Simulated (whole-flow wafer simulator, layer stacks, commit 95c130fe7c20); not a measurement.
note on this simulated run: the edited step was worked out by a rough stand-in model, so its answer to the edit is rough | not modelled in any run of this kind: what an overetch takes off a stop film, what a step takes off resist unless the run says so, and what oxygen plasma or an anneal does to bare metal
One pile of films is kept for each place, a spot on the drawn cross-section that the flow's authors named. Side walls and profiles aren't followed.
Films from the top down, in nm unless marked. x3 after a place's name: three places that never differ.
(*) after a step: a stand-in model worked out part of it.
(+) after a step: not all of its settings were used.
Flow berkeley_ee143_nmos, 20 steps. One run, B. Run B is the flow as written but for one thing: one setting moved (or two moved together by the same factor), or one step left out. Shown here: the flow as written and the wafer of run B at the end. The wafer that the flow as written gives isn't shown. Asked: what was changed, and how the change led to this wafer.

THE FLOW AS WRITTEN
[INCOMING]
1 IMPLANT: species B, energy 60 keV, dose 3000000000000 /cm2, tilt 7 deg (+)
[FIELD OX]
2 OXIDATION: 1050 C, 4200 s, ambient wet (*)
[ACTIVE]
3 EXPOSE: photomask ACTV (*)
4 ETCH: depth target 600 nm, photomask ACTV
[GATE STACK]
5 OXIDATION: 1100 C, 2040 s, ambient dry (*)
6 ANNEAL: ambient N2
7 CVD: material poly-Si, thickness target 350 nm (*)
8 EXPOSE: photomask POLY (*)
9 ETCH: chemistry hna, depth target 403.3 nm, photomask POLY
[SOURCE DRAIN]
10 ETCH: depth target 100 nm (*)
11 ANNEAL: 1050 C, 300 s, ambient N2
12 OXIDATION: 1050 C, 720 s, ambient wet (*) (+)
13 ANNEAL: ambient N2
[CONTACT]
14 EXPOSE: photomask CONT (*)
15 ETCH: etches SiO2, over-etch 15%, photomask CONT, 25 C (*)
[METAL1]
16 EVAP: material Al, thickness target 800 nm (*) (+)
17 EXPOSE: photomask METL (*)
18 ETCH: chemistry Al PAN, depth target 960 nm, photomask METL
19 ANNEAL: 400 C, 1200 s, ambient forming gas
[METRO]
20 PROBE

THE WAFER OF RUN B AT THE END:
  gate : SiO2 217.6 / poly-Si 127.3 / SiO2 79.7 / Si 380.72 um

The cause: step 7, CVD: thickness target 223 nm was run, where the flow has thickness target 350 nm.

How the change led to this, step by step:
  7 CVD: material poly-Si, thickness target 350 nm (*)
      gate, sd, contact, field: poly-Si +223 (new film) (as written it would be: poly-Si +350 (new film))
  9 ETCH: chemistry hna, depth target 403.3 nm, photomask POLY
      sd, contact, field: poly-Si -223 (all of it) (as written it would be: poly-Si -350 (all of it))
